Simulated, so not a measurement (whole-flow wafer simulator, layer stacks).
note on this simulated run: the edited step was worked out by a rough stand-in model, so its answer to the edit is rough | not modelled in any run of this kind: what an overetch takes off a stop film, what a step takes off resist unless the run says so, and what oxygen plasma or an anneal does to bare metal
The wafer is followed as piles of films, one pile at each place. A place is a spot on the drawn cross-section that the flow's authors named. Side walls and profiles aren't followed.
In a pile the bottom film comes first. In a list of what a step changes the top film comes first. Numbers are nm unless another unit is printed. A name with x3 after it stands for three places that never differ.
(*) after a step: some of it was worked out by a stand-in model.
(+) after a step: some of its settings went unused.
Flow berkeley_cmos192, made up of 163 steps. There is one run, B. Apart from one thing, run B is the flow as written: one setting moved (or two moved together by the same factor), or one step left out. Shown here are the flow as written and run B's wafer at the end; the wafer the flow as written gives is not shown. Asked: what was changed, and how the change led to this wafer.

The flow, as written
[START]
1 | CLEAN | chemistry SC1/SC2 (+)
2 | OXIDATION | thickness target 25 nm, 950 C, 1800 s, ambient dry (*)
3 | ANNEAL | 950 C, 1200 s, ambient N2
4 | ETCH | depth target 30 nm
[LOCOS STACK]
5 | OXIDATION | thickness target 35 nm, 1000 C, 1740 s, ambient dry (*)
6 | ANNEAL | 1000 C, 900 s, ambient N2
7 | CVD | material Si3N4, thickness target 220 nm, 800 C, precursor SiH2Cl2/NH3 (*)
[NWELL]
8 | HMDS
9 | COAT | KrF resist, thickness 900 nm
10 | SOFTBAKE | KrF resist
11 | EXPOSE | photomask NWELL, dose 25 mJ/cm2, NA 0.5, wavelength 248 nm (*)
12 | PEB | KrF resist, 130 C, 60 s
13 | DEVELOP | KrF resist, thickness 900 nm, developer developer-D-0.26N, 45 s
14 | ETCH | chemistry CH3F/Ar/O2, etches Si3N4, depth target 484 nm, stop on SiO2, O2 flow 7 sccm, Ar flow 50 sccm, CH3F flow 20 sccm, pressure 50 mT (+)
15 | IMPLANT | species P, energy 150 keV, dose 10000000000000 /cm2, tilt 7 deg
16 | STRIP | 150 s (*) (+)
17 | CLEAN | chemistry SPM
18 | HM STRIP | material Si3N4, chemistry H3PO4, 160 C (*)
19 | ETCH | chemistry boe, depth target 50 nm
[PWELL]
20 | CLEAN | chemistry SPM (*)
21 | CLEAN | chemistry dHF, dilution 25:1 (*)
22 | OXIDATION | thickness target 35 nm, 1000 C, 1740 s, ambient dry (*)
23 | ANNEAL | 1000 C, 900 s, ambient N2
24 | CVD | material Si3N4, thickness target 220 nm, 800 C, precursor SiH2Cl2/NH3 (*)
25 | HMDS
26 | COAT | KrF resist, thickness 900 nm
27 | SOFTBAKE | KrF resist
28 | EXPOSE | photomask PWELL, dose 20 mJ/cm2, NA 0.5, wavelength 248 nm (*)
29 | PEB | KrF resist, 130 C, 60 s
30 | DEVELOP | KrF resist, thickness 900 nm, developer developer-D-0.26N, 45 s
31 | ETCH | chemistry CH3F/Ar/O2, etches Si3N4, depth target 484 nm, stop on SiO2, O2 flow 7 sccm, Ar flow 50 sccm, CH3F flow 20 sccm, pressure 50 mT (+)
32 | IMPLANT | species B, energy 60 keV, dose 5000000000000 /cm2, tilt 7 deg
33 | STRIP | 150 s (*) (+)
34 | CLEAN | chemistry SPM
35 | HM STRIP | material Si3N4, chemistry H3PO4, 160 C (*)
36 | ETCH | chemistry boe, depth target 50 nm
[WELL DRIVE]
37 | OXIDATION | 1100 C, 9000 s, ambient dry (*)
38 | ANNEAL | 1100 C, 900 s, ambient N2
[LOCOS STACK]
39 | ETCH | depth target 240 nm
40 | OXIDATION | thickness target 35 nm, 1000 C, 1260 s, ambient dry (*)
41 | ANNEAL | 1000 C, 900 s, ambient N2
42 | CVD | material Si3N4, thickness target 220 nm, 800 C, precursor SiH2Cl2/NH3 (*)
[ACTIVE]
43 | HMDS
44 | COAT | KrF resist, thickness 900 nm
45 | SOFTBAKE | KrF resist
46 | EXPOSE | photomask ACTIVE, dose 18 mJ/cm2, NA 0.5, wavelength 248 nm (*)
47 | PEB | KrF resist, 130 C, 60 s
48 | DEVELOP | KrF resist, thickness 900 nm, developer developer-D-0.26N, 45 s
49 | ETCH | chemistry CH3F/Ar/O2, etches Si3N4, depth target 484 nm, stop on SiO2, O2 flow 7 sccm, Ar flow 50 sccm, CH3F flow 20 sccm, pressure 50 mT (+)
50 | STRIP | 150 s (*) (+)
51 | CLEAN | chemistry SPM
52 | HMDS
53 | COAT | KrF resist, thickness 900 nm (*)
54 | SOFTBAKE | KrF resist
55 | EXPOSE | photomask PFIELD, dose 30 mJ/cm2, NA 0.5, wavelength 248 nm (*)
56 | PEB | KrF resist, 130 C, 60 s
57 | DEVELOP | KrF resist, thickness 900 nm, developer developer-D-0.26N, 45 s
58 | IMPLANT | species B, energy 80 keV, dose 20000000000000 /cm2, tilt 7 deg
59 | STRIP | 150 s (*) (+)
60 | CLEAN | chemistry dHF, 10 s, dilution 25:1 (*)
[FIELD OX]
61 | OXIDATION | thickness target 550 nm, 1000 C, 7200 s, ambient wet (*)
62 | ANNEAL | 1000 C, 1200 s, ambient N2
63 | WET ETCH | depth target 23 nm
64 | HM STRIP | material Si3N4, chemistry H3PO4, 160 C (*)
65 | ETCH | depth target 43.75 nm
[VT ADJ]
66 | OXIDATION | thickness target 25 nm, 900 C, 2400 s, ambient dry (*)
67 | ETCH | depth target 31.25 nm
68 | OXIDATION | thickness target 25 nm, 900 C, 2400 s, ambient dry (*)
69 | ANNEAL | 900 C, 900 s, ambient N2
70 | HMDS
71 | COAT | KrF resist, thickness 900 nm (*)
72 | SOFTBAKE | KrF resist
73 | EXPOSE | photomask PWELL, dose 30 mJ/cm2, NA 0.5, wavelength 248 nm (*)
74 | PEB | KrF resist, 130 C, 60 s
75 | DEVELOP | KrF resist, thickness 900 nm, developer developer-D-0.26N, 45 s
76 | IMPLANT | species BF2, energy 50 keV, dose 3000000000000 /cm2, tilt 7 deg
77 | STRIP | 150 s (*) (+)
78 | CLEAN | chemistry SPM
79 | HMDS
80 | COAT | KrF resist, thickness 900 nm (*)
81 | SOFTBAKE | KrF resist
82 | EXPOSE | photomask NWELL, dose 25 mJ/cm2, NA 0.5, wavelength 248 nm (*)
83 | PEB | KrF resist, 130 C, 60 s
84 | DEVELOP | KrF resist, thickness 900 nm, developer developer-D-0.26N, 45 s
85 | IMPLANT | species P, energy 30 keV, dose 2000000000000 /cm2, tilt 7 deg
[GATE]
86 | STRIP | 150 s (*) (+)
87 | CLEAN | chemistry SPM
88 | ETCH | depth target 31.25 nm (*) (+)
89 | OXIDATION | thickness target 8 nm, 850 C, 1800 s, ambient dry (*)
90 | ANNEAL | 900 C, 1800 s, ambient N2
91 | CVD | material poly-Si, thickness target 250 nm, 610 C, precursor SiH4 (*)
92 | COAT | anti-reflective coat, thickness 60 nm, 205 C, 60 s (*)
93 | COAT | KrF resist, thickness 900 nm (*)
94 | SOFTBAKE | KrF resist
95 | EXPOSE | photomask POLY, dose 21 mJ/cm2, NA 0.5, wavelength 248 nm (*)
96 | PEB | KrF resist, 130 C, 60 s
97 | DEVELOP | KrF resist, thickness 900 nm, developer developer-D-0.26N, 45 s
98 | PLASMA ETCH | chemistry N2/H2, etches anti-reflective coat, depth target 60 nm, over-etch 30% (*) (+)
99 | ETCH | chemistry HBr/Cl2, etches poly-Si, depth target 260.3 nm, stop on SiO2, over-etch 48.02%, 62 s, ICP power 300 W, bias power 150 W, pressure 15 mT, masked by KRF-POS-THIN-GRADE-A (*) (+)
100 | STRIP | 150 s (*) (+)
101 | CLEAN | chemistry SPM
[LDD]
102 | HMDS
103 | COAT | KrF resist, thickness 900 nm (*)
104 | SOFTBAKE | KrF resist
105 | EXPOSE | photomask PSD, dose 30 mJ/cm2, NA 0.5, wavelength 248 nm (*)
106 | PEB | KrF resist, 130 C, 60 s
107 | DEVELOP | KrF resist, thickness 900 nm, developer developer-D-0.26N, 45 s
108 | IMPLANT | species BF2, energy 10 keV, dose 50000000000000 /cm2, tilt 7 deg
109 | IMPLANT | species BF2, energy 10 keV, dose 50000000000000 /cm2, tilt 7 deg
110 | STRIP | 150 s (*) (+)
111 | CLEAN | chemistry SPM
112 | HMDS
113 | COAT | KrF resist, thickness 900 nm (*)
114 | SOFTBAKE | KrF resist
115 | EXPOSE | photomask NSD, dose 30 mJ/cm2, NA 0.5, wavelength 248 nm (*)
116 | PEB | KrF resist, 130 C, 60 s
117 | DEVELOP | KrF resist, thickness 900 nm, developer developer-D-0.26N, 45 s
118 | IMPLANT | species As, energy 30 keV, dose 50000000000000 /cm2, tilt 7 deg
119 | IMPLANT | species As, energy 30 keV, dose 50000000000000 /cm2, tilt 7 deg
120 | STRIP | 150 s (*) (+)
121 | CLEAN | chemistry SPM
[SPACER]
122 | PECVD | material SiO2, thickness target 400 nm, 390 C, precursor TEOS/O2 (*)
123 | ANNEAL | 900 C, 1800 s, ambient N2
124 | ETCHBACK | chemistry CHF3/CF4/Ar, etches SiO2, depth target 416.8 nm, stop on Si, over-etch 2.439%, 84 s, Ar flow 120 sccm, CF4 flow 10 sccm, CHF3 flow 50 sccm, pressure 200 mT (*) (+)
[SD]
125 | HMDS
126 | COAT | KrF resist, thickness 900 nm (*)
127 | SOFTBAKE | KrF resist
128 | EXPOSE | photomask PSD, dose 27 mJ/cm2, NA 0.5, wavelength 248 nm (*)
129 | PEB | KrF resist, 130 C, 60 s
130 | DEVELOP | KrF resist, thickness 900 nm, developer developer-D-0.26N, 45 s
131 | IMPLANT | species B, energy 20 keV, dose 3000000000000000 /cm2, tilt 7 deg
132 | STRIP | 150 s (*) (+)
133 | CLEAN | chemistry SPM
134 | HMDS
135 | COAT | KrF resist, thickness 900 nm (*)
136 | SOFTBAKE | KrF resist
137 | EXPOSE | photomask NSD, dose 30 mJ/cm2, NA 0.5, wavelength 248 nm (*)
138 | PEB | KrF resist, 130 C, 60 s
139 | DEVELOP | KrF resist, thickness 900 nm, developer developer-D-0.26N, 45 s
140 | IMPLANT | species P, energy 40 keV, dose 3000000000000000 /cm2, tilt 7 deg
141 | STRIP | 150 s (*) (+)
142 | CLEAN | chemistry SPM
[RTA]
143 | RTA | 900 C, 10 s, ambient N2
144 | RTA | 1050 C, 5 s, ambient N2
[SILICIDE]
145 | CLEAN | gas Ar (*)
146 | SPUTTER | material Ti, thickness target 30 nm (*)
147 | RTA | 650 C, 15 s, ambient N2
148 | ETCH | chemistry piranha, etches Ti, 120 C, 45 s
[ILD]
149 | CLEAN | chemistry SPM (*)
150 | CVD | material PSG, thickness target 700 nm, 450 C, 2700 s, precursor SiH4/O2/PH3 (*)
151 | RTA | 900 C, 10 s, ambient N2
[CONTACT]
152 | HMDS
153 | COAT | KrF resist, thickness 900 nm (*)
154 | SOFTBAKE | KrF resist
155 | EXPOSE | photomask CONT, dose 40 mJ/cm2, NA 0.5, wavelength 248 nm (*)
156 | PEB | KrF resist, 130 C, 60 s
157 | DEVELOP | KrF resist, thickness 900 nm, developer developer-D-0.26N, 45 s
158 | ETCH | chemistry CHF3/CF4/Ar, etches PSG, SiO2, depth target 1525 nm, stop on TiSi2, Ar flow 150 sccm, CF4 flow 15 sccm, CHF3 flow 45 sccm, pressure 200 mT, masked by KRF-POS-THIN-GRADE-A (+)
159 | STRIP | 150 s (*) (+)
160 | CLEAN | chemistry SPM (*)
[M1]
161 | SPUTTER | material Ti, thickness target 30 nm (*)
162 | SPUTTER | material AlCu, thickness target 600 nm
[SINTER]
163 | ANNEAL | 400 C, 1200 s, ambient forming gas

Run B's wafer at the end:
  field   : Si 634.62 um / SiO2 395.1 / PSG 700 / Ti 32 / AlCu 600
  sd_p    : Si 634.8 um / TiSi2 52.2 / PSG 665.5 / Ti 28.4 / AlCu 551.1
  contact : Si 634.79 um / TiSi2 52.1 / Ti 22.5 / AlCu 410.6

The reason: step 161, SPUTTER: thickness target 32 nm was run, though the flow has thickness target 30 nm.
The wafer lets one read it off: field has Ti 32, and step 161 as written asks for 30 nm.

How this came from the change, step by step:
  161 | SPUTTER | material Ti, thickness target 30 nm (*)
      field, sd_n, spacer_n, gate, spacer_p, gate_p, m1: Ti gains 32 (new film) (as written it would have been: Ti gains 30 (new film))
      sd_p: Ti gains 28.4 (new film) (as written it would have been: Ti gains 26.6 (new film))
      (also at 1 further place)
